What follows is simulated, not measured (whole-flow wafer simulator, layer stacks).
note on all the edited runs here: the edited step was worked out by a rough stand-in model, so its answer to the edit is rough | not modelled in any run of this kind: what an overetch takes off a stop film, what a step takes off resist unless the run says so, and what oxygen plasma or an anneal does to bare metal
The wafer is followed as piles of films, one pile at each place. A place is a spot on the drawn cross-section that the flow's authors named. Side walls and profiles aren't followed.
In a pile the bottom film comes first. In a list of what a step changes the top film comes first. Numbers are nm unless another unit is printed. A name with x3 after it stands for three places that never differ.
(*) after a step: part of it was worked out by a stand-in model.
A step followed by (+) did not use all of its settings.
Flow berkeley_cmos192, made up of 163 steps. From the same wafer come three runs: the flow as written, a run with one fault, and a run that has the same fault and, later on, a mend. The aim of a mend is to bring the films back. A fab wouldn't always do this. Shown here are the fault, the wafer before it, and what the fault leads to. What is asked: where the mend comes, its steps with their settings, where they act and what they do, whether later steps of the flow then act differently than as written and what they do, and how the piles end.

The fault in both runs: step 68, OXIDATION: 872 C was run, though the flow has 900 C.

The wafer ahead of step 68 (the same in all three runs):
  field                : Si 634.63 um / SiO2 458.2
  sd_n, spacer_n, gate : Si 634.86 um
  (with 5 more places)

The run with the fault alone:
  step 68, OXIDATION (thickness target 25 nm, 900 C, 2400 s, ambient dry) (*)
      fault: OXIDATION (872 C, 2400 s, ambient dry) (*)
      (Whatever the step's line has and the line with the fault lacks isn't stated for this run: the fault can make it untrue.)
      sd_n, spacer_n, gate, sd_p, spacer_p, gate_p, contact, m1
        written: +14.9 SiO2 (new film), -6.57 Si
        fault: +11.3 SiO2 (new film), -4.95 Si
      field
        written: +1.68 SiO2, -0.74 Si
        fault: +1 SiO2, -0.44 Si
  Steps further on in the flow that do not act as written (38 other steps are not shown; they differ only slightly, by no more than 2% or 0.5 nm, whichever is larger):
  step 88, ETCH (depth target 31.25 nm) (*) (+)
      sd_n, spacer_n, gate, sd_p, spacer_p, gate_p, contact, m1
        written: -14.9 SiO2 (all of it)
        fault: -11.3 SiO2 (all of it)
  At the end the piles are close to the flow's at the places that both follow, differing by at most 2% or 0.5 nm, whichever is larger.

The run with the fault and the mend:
  The mend stands after step 75.
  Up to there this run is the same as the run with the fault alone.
  step 75a, STRIP (150 s) (*) (+)
      sd_p
        -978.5 KrF resist (all of it)
      spacer_p
        -959.9 KrF resist (all of it)
      gate_p
        -959 KrF resist (all of it)
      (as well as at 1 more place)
  step 75b, CLEAN (chemistry SPM)
      does not change any film at any place that is followed
  step 75c, OXIDATION (900 C, 833 s, ambient dry) (*) (the flow's step 68, run once more with other settings)
      sd_n, spacer_n, gate, sd_p, spacer_p, gate_p, contact, m1
        +3.6 SiO2, -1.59 Si
      field
        +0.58 SiO2, -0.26 Si
  step 75d, HMDS (the flow's step 70, run once more)
      does not change any film at any place that is followed
  step 75e, COAT (KrF resist, thickness 900 nm) (*) (the flow's step 71, run once more)
      spacer_n, gate
        +978.6 KrF resist (new film)
      field
        +842.4 KrF resist (new film)
      sd_n
        +1013.2 KrF resist (new film)
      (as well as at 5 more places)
  step 75f, SOFTBAKE (KrF resist) (the flow's step 72, run once more)
      does not change any film at any place that is followed
  step 75g, EXPOSE (photomask PWELL, dose 30 mJ/cm2, NA 0.5, wavelength 248 nm) (*) (the flow's step 73, run once more)
      does not change any film at any place that is followed
  step 75h, PEB (KrF resist, 130 C, 60 s) (the flow's step 74, run once more)
      sd_n, m1
        -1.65 KrF resist
      spacer_n, gate
        -1.58 KrF resist
      spacer_p, gate_p
        -1.57 KrF resist
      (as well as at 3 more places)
  step 75i, DEVELOP (KrF resist, thickness 900 nm, developer developer-D-0.26N, 45 s) (the flow's step 75, run once more)
      sd_p, spacer_p, gate_p, m1
        -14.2 KrF resist
      field
        -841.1 KrF resist (all of it)
      sd_n
        -1011.6 KrF resist (all of it)
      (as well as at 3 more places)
  Later steps of the flow that are run all act as written at every place that is followed, up to a difference of at most 2% or 0.5 nm, whichever is larger.
  At the end the piles are close to the flow's at the places that both follow, differing by at most 2% or 0.5 nm, whichever is larger.
